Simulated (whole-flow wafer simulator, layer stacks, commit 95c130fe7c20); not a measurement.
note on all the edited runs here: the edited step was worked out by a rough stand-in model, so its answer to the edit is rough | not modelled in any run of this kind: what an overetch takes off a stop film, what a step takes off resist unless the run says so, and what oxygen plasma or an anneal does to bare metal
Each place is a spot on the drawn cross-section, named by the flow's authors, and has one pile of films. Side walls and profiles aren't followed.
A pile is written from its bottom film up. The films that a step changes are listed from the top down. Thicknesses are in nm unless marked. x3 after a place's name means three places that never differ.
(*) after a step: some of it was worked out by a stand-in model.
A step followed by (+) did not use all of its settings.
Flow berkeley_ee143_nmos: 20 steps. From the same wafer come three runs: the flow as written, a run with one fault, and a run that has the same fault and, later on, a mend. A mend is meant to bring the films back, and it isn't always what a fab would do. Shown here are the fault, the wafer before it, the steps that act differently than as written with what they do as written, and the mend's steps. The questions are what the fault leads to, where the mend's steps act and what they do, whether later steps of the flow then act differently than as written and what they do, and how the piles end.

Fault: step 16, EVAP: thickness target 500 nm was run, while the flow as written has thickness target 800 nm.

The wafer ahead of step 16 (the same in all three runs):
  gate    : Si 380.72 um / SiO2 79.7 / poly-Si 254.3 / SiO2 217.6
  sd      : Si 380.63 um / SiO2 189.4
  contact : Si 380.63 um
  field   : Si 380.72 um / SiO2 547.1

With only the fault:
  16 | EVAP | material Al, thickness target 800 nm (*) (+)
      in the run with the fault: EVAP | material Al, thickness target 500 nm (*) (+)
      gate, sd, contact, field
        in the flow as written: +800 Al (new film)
        in the run with the fault: +500 Al (new film)
  Steps later in the flow that act otherwise than as written:
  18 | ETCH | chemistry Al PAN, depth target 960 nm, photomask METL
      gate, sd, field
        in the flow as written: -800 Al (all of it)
        in the run with the fault: -500 Al (all of it)
  The piles end different from the flow's at contact by more than 2% or 0.5 nm, whichever is larger.
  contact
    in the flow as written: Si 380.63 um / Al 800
    in the run with the fault: Si 380.63 um / Al 500

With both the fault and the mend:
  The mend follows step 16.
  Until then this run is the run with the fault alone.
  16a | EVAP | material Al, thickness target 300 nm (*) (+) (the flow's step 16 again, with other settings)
      gate, sd, contact, field
        +300 Al
  Every later step of the flow that is run acts as written at every place that is followed.
  At every place that both follow, the piles at the end match the flow's.
